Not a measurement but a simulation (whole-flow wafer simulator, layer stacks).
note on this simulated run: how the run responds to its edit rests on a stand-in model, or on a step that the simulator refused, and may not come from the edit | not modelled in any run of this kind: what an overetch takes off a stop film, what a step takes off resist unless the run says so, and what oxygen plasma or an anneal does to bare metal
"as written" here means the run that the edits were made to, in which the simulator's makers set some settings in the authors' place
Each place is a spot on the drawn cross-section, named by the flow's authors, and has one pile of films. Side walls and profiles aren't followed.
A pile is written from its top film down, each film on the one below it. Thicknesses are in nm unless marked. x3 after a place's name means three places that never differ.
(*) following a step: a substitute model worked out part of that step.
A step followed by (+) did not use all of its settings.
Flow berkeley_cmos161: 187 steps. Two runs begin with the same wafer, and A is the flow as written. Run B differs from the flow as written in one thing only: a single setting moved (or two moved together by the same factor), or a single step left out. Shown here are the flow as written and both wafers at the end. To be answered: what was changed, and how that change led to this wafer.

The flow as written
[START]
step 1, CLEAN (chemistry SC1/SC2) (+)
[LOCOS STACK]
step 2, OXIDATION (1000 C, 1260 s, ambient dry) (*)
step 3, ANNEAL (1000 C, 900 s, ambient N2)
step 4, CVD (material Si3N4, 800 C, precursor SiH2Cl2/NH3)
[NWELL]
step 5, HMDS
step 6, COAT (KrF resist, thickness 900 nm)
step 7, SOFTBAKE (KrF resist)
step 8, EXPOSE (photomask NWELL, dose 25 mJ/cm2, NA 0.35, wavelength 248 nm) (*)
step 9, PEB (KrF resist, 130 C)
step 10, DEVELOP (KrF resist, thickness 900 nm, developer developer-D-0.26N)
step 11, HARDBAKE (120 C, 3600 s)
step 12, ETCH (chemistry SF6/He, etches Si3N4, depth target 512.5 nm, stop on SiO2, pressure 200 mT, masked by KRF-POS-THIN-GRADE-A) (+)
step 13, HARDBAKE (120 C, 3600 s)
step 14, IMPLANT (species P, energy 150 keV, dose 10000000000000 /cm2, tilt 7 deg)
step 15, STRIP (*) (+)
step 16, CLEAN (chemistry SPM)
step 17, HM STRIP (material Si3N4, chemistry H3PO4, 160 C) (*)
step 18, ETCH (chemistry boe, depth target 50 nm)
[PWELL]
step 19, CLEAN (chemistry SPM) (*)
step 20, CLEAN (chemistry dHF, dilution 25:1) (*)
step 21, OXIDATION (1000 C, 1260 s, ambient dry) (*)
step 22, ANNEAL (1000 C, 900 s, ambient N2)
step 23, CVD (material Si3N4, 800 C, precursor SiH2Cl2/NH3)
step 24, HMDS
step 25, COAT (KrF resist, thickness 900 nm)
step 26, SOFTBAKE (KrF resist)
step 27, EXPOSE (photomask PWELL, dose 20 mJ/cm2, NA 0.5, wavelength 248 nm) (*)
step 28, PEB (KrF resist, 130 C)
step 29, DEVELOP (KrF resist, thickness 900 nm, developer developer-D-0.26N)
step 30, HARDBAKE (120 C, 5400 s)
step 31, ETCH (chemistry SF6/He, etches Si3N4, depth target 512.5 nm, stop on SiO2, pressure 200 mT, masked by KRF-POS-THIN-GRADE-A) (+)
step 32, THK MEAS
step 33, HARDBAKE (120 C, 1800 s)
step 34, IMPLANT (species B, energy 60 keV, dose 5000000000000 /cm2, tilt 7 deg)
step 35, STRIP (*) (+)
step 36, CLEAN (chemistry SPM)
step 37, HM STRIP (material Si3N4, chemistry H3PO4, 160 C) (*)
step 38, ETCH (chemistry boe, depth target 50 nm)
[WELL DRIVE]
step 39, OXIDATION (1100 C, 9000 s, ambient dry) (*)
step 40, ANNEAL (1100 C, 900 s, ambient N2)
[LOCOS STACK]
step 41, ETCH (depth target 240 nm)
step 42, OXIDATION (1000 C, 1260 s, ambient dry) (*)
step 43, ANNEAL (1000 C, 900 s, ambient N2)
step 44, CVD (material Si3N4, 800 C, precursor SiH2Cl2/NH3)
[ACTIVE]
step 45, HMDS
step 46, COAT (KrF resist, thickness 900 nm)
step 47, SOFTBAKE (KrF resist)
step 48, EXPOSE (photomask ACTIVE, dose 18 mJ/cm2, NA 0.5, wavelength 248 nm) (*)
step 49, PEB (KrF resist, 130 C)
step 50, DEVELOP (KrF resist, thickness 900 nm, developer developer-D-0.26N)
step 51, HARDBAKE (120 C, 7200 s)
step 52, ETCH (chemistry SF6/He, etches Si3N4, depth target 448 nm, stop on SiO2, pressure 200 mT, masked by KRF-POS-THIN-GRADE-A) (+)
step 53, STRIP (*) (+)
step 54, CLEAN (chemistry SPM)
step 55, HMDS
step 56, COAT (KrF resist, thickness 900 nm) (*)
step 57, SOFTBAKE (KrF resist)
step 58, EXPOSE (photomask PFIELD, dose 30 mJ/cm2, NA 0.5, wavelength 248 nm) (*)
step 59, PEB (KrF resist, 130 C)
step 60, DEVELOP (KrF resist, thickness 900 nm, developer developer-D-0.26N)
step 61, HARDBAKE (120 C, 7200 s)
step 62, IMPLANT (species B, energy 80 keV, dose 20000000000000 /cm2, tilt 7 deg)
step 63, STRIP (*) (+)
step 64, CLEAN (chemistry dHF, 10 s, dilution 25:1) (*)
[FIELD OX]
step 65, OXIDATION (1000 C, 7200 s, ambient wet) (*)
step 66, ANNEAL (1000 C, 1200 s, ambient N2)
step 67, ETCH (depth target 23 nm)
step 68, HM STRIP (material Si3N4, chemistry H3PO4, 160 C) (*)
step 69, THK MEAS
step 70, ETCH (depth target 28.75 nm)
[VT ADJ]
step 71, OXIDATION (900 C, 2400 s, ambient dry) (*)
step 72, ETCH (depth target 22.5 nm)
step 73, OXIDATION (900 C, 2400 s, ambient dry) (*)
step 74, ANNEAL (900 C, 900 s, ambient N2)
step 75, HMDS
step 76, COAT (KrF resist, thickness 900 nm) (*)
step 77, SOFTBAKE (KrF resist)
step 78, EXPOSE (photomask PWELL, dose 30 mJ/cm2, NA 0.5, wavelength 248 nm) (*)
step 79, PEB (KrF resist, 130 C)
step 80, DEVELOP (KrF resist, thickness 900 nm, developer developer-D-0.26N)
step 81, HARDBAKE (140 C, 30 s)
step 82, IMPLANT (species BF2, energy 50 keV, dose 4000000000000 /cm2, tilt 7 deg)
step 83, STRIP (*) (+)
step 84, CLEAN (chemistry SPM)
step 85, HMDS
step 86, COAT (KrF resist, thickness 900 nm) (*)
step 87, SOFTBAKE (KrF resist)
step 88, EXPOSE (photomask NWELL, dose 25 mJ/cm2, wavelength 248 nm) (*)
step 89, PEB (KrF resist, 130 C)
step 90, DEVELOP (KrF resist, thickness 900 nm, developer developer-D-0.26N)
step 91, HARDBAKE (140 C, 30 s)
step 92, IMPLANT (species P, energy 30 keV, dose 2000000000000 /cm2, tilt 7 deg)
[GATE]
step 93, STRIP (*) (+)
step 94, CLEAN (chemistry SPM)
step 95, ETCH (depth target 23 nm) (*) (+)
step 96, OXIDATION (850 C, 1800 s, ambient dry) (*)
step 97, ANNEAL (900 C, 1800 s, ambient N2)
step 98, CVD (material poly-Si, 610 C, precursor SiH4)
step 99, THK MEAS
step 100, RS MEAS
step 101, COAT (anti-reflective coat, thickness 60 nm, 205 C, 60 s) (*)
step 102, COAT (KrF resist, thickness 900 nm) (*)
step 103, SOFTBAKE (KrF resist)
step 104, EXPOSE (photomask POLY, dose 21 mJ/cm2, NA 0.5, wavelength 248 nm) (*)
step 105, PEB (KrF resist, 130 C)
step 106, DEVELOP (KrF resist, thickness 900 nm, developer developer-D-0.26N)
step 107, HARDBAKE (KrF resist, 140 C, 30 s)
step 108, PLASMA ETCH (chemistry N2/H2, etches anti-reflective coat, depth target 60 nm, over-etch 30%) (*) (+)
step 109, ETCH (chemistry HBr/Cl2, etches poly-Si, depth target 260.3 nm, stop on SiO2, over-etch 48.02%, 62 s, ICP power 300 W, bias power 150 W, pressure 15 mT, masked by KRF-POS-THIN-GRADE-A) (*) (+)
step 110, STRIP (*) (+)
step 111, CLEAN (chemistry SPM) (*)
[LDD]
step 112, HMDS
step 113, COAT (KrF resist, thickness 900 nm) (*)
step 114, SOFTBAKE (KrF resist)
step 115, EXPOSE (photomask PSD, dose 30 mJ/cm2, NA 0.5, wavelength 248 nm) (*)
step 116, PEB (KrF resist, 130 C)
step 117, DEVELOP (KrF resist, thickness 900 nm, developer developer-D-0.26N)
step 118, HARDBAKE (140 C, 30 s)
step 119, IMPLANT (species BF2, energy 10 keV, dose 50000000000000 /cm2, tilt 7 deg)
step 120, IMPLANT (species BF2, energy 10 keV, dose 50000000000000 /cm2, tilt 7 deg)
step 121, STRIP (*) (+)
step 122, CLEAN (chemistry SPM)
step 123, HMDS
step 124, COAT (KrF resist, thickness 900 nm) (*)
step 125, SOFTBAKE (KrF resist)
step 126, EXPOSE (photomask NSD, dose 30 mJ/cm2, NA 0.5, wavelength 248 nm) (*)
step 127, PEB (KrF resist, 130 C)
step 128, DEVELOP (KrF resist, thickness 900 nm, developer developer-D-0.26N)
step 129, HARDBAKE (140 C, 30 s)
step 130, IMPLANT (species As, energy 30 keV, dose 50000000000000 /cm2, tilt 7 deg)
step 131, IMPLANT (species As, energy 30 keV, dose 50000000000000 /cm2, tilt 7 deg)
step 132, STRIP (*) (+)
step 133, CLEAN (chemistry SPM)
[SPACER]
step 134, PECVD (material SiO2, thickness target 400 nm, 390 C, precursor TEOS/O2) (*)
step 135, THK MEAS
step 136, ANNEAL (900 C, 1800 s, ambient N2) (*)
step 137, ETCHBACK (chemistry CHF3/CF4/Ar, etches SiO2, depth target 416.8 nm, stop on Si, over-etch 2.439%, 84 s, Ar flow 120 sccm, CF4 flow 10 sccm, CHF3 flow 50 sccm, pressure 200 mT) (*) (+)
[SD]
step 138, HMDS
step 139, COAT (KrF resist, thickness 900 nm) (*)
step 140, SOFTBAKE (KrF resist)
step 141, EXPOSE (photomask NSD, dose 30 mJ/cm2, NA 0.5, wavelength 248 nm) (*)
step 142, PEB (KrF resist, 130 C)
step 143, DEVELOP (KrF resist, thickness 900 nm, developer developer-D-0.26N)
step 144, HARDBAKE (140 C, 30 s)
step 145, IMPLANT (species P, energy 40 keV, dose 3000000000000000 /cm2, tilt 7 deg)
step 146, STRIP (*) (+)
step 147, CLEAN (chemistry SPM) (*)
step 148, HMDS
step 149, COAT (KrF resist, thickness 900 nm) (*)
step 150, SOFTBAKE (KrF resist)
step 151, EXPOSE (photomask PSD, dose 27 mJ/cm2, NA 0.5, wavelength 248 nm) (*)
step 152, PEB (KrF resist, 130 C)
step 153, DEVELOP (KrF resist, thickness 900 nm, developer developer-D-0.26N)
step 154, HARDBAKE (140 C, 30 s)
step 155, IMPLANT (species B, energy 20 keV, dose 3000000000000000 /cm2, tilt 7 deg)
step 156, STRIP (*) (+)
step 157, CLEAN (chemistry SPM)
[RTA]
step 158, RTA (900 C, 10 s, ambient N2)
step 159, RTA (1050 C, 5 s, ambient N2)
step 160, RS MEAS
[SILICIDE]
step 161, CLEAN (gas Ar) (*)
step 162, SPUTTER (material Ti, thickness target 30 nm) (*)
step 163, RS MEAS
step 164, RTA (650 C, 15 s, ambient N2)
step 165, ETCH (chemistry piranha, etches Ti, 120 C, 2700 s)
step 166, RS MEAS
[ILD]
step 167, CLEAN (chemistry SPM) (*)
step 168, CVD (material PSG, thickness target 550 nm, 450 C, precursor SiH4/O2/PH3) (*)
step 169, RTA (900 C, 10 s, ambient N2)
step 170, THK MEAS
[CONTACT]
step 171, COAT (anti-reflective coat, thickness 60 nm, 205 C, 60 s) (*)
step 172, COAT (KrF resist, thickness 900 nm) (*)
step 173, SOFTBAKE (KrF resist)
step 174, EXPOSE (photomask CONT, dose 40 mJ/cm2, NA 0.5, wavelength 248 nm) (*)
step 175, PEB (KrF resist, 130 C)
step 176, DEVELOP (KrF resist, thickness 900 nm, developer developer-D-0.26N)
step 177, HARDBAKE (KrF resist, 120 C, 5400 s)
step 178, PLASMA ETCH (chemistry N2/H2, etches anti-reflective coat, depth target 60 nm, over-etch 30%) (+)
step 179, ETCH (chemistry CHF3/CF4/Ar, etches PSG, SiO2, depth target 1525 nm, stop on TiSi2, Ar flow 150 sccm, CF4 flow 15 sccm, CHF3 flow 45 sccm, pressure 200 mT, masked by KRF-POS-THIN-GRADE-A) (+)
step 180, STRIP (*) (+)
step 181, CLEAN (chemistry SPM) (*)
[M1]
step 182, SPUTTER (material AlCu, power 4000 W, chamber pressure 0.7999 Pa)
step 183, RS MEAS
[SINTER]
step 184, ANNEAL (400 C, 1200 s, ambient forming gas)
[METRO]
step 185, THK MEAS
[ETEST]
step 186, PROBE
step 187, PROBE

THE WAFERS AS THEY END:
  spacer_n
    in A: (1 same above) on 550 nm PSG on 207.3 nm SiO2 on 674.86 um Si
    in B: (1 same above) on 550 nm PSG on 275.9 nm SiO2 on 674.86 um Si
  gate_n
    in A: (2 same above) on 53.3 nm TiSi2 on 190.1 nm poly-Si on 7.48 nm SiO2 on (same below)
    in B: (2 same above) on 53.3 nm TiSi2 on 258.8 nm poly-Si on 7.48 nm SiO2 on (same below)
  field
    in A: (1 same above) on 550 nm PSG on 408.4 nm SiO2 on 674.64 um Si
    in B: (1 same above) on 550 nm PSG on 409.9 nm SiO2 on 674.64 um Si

The reason: step 98, CVD: 623 C was run, whereas the flow has 610 C.

How this came from the change, step by step:
  step 98, CVD (material poly-Si, 610 C, precursor SiH4)
      field, sd_n, spacer_n and 6 more: A poly-Si gains 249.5 (new film) | B poly-Si gains 318.1 (new film)
  step 101, COAT (anti-reflective coat, thickness 60 nm, 205 C, 60 s) (*)
      field: A anti-reflective coat gains 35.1 (new film) | B anti-reflective coat gains 35.9 (new film)
      sd_n: A anti-reflective coat gains 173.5 (new film) | B anti-reflective coat gains 178.3 (new film)
      (as well as at 1 more place)
  step 108, PLASMA ETCH (chemistry N2/H2, etches anti-reflective coat, depth target 60 nm, over-etch 30%) (*) (+)
      field: A anti-reflective coat loses 35.1 (all of it), poly-Si loses 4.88 | B anti-reflective coat loses 35.9 (all of it), poly-Si loses 5.02
      sd_n: A anti-reflective coat loses 173.5 (all of it), poly-Si loses 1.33 | B anti-reflective coat loses 178.3 (all of it), poly-Si loses 1.37
      (as well as at 1 more place)
  step 109, ETCH (chemistry HBr/Cl2, etches poly-Si, depth target 260.3 nm, stop on SiO2, over-etch 48.02%, 62 s, ICP power 300 W, bias power 150 W, pressure 15 mT, masked by KRF-POS-THIN-GRADE-A) (*) (+)
      field: A poly-Si loses 244.6 (all of it), SiO2 loses 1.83 | B poly-Si loses 313.1 (all of it), SiO2 loses 0.36
      sd_n: A poly-Si loses 248.1 (all of it), SiO2 loses 1.56 | B poly-Si loses 316.7 (all of it), SiO2 loses 0.34
      (as well as at 5 more places)
  step 113, COAT (KrF resist, thickness 900 nm) (*)
      gate_n: A KrF resist gains 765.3 (new film) | B KrF resist gains 710.1 (new film)
      gate_p: A KrF resist gains 760.9 (new film) | B KrF resist gains 705.8 (new film)
  step 117, DEVELOP (KrF resist, thickness 900 nm, developer developer-D-0.26N)
      gate_p: A KrF resist loses 759.7 (all of it) | B KrF resist loses 704.7 (all of it)
  step 118, HARDBAKE (140 C, 30 s)
      gate_n: A KrF resist loses 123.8 | B KrF resist loses 114.7
  step 121, STRIP (*) (+)
      gate_n: A KrF resist loses 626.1 (all of it), chemical SiO2 gains 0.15 | B KrF resist loses 580 (all of it), chemical SiO2 gains 0.15
  step 124, COAT (KrF resist, thickness 900 nm) (*)
      gate_n: A KrF resist gains 765.2 (new film) | B KrF resist gains 710 (new film)
      gate_p: A KrF resist gains 760.8 (new film) | B KrF resist gains 705.6 (new film)
  step 128, DEVELOP (KrF resist, thickness 900 nm, developer developer-D-0.26N)
      gate_n: A KrF resist loses 764.1 (all of it) | B KrF resist loses 708.9 (all of it)
  step 129, HARDBAKE (140 C, 30 s)
      gate_p: A KrF resist loses 123 | B KrF resist loses 114
  step 132, STRIP (*) (+)
      gate_p: A KrF resist loses 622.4 (all of it), chemical SiO2 gains 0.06 | B KrF resist loses 576.3 (all of it), chemical SiO2 gains 0.06
  step 137, ETCHBACK (chemistry CHF3/CF4/Ar, etches SiO2, depth target 416.8 nm, stop on Si, over-etch 2.439%, 84 s, Ar flow 120 sccm, CF4 flow 10 sccm, CHF3 flow 50 sccm, pressure 200 mT) (*) (+)
      spacer_n, spacer_p: A SiO2 loses 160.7 | B SiO2 loses 93.6
  step 139, COAT (KrF resist, thickness 900 nm) (*)
      spacer_n: A KrF resist gains 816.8 (new film) | B KrF resist gains 767.6 (new film)
      gate_n: A KrF resist gains 780.8 (new film) | B KrF resist gains 733.1 (new film)
      (as well as at 2 more places)
  step 143, DEVELOP (KrF resist, thickness 900 nm, developer developer-D-0.26N)
      spacer_n: A KrF resist loses 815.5 (all of it) | B KrF resist loses 766.4 (all of it)
      gate_n: A KrF resist loses 779.6 (all of it) | B KrF resist loses 732 (all of it)
  step 144, HARDBAKE (140 C, 30 s)
      spacer_p: A KrF resist loses 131 | B KrF resist loses 123
      gate_p: A KrF resist loses 125.1 | B KrF resist loses 117.4
  ... 7 further steps ...
  step 180, STRIP (*) (+)
      spacer_n: A KrF resist loses 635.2 (all of it), anti-reflective coat loses 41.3 (all of it) | B KrF resist loses 586.1 (all of it), anti-reflective coat loses 38.8 (all of it)
      gate_n: A KrF resist loses 589.4 (all of it), anti-reflective coat loses 46.1 (all of it) | B KrF resist loses 546.5 (all of it), anti-reflective coat loses 38.6 (all of it)
      (as well as at 3 more places)
